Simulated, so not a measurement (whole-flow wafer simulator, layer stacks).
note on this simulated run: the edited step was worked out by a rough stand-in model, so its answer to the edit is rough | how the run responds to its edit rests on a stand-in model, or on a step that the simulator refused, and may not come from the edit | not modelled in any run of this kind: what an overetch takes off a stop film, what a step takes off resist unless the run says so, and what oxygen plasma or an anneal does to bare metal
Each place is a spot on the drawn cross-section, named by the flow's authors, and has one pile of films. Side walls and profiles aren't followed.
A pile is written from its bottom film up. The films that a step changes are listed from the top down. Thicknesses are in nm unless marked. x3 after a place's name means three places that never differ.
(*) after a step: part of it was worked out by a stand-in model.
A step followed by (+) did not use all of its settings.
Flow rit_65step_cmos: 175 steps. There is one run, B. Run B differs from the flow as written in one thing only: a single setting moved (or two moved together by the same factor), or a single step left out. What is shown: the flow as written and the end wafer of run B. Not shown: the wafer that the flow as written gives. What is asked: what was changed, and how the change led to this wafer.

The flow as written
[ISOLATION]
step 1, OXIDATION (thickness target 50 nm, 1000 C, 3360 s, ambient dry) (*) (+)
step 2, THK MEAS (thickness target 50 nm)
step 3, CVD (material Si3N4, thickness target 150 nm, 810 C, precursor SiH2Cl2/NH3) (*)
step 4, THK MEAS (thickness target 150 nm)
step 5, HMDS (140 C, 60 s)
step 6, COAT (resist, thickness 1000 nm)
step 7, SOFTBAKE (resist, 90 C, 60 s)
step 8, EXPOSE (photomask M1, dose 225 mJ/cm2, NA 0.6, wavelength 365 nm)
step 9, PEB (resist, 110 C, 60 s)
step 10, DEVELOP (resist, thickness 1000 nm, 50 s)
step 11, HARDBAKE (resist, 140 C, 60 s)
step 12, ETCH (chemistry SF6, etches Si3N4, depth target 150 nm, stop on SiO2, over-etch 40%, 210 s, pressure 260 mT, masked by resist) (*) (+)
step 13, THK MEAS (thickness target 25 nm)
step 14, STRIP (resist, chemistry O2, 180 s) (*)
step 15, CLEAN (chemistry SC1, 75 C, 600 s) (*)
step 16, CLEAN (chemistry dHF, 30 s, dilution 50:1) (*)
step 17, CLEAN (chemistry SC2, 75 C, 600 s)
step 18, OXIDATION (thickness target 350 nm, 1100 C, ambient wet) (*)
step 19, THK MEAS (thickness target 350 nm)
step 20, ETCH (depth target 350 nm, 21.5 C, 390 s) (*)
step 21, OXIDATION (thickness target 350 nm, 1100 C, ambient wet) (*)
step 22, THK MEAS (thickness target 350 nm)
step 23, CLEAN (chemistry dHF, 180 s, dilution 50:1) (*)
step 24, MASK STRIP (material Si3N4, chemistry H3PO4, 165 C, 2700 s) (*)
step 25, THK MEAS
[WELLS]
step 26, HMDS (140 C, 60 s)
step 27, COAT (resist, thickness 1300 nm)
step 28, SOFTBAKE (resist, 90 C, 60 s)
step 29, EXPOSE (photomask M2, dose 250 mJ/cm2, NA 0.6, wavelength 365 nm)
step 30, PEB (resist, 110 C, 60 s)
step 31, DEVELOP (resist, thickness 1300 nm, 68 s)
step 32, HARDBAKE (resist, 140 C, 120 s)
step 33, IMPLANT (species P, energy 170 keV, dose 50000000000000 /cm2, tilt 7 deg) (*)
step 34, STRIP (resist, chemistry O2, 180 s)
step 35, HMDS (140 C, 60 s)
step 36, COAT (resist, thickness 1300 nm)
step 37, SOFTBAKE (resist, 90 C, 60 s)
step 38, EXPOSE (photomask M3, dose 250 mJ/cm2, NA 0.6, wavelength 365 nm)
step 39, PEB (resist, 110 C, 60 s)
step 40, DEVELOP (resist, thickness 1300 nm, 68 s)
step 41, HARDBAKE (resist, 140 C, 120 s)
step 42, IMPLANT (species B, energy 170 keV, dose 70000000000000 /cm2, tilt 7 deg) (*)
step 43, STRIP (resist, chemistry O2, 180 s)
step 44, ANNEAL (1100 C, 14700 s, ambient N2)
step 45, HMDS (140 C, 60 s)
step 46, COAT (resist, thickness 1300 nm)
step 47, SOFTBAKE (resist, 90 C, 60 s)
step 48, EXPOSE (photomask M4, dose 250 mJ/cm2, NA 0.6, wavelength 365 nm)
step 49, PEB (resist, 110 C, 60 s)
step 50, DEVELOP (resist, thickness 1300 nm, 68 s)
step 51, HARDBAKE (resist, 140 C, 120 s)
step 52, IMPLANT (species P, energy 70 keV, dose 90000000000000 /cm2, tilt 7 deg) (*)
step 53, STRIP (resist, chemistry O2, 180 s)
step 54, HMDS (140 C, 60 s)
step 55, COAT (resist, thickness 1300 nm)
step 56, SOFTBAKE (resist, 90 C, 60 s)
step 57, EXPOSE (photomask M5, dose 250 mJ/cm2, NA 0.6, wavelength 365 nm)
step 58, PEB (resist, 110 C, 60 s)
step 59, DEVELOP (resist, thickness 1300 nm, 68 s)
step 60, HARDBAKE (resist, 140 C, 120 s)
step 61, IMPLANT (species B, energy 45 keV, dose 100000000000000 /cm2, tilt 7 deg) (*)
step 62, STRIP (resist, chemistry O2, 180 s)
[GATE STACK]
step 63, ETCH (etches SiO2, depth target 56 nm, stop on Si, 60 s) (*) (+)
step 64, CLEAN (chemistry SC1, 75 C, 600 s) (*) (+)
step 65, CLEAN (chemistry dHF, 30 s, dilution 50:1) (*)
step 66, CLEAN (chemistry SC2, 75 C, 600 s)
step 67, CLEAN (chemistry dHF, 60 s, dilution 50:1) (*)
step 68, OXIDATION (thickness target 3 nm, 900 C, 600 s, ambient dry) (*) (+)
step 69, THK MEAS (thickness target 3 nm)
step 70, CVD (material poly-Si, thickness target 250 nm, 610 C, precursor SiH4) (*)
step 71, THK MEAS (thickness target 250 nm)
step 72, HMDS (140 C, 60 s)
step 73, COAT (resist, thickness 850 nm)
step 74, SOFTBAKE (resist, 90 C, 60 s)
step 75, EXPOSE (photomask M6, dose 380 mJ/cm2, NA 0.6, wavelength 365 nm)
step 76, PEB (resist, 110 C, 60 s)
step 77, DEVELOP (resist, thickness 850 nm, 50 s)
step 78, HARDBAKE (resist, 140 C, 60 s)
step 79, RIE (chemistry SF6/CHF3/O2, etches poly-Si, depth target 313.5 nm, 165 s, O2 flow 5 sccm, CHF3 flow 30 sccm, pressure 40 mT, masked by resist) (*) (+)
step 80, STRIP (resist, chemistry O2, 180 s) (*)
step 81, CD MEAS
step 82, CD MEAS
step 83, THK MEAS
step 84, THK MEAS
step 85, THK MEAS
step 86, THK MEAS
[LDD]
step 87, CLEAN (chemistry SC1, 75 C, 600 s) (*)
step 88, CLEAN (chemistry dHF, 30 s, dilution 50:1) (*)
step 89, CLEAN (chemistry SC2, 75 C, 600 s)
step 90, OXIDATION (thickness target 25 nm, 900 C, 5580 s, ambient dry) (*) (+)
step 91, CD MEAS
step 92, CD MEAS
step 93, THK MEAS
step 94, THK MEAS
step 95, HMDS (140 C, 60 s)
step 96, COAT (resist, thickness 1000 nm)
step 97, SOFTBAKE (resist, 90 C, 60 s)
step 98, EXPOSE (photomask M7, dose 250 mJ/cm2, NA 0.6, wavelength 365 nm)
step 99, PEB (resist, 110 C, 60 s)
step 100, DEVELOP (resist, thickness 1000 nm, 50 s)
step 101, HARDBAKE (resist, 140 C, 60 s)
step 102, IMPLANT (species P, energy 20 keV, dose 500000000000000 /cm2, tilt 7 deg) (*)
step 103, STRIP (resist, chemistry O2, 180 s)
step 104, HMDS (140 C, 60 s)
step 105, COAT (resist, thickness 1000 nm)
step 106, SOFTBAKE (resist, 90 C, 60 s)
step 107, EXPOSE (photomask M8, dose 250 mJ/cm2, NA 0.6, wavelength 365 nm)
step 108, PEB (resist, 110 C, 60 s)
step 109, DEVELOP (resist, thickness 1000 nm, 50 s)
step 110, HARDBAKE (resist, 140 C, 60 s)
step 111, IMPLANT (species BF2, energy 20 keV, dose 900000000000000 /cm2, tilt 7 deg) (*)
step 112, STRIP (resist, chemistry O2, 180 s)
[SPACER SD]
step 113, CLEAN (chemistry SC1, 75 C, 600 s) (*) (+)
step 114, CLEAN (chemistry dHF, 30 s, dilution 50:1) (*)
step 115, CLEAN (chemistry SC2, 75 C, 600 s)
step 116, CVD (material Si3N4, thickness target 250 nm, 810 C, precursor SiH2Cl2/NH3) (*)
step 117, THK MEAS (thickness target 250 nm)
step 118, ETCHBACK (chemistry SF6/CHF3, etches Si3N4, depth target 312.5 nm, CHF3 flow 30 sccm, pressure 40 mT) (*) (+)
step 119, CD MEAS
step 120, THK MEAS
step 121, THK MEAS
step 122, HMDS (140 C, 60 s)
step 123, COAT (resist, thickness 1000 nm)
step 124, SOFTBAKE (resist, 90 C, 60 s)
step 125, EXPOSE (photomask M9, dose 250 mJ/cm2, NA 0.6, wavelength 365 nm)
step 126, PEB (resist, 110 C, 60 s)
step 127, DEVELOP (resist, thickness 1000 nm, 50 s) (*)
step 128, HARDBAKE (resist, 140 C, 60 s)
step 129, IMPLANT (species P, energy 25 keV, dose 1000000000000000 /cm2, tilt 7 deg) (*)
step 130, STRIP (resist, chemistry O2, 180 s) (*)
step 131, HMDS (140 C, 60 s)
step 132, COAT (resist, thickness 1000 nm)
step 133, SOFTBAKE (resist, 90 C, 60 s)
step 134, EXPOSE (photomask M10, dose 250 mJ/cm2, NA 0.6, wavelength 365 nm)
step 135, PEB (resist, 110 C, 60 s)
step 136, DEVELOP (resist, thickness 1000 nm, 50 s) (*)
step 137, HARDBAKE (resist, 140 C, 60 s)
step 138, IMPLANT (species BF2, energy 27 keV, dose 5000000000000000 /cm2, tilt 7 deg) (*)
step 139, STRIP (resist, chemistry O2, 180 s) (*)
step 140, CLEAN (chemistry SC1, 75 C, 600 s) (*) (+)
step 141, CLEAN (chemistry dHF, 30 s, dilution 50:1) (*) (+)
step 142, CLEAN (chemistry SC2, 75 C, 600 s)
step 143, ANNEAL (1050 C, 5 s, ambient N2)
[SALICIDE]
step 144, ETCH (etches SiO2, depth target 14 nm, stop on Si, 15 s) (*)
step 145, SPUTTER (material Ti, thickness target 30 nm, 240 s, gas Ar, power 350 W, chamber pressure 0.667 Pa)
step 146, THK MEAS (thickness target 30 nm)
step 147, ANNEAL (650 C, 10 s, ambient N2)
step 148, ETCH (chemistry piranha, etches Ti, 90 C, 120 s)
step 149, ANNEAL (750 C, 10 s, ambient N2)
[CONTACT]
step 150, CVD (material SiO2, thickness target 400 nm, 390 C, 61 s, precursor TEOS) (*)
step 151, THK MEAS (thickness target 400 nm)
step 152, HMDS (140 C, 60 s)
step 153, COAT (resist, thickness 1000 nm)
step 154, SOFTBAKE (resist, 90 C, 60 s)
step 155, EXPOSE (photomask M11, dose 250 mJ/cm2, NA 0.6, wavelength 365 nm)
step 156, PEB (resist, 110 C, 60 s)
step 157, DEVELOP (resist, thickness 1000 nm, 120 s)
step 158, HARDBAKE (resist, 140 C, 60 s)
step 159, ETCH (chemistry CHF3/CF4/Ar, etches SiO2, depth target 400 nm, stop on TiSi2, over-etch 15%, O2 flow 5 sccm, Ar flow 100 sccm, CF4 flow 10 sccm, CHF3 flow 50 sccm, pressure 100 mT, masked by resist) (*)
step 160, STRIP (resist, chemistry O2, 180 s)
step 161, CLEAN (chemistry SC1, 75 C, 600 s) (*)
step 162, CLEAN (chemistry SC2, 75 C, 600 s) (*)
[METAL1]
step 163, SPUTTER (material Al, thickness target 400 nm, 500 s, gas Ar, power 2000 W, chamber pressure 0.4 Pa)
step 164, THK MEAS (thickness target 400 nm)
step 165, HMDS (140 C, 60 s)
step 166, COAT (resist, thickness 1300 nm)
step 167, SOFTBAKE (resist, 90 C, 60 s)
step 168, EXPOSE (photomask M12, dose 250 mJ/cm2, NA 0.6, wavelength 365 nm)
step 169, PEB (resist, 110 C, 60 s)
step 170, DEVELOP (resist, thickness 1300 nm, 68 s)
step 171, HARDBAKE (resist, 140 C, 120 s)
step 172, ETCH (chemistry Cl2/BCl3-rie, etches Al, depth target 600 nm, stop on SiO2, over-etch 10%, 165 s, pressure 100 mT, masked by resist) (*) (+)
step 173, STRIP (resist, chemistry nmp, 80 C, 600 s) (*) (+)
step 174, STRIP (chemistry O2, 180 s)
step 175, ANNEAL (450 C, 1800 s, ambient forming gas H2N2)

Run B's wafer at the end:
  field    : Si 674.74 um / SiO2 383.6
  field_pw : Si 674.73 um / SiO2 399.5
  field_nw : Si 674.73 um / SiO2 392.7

Cause: step 21, OXIDATION: thickness target 210 nm was run, though the flow has thickness target 350 nm.

How this came from the change, step by step:
  step 21, OXIDATION (thickness target 350 nm, 1100 C, ambient wet) (*)
      active_n, active_p, gate_n and 7 more: +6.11 SiO2 (new film), -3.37 Si3N4 (in the flow as written it would be: +12 SiO2 (new film), -6.61 Si3N4)
      field, field_pw, field_nw, field_p: +210 SiO2 (new film), -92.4 Si (in the flow as written it would be: +350 SiO2 (new film), -154 Si)
  step 23, CLEAN (chemistry dHF, 180 s, dilution 50:1) (*)
      active_n, active_p, gate_n and 7 more: -6.11 SiO2 (all of it), -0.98 Si3N4 (in the flow as written it would be: -12 SiO2 (all of it), -0.44 Si3N4)
  step 24, MASK STRIP (material Si3N4, chemistry H3PO4, 165 C, 2700 s) (*)
      active_n, active_p, gate_n and 7 more: -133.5 Si3N4 (all of it), -5.58 SiO2 (in the flow as written it would be: -130.8 Si3N4 (all of it), -5.68 SiO2)
  step 27, COAT (resist, thickness 1300 nm)
      field_pw, field_nw: +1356 resist (new film) (in the flow as written it would be: +1313 resist (new film))
      field: +1374.4 resist (new film) (in the flow as written it would be: +1315.7 resist (new film))
      (and at 1 other place as well)
  step 30, PEB (resist, 110 C, 60 s)
      field, field_p: -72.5 resist (in the flow as written it would be: -69.2 resist)
      field_pw, field_nw: -71.3 resist (in the flow as written it would be: -69.1 resist)
  step 31, DEVELOP (resist, thickness 1300 nm, 68 s)
      field_nw: -1284.7 resist (all of it) (in the flow as written it would be: -1243.9 resist (all of it))
      field_p: -1301.7 resist (all of it) (in the flow as written it would be: -1246.4 resist (all of it))
  step 32, HARDBAKE (resist, 140 C, 120 s)
      field: -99 resist (in the flow as written it would be: -94 resist)
      field_pw: -96.8 resist (in the flow as written it would be: -93.8 resist)
  step 34, STRIP (resist, chemistry O2, 180 s)
      field: -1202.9 resist (all of it) (in the flow as written it would be: -1152.5 resist (all of it))
      field_pw: -1187.8 resist (all of it) (in the flow as written it would be: -1150.2 resist (all of it))
  step 36, COAT (resist, thickness 1300 nm)
      field_pw, field_nw: +1356 resist (new film) (in the flow as written it would be: +1313 resist (new film))
      field: +1374.4 resist (new film) (in the flow as written it would be: +1315.7 resist (new film))
      (and at 1 other place as well)
  step 39, PEB (resist, 110 C, 60 s)
      field, field_p: -72.5 resist (in the flow as written it would be: -69.2 resist)
      field_pw, field_nw: -71.3 resist (in the flow as written it would be: -69.1 resist)
  step 40, DEVELOP (resist, thickness 1300 nm, 68 s)
      field: -1301.9 resist (all of it) (in the flow as written it would be: -1246.5 resist (all of it))
      field_pw: -1284.7 resist (all of it) (in the flow as written it would be: -1243.9 resist (all of it))
  step 41, HARDBAKE (resist, 140 C, 120 s)
      field_nw: -96.8 resist (in the flow as written it would be: -93.8 resist)
      field_p: -99 resist (in the flow as written it would be: -94 resist)
  step 43, STRIP (resist, chemistry O2, 180 s)
      field_nw: -1187.8 resist (all of it) (in the flow as written it would be: -1150.2 resist (all of it))
      field_p: -1202.7 resist (all of it) (in the flow as written it would be: -1152.5 resist (all of it))
  step 46, COAT (resist, thickness 1300 nm)
      field_pw, field_nw: +1356 resist (new film) (in the flow as written it would be: +1313 resist (new film))
      field: +1374.4 resist (new film) (in the flow as written it would be: +1315.7 resist (new film))
      (and at 1 other place as well)
  step 49, PEB (resist, 110 C, 60 s)
      field, field_p: -72.5 resist (in the flow as written it would be: -69.2 resist)
      field_pw, field_nw: -71.3 resist (in the flow as written it would be: -69.1 resist)
  step 50, DEVELOP (resist, thickness 1300 nm, 68 s)
      field_nw: -1284.7 resist (all of it) (in the flow as written it would be: -1243.9 resist (all of it))
      field_p: -1301.7 resist (all of it) (in the flow as written it would be: -1246.4 resist (all of it))
  ... another 37 steps ...
  step 170, DEVELOP (resist, thickness 1300 nm, 68 s)
      field: -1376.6 resist (all of it) (in the flow as written it would be: -1316.6 resist (all of it))
      field_pw: -1328 resist (all of it) (in the flow as written it would be: -1285.5 resist (all of it))
      (and at 2 other places as well)
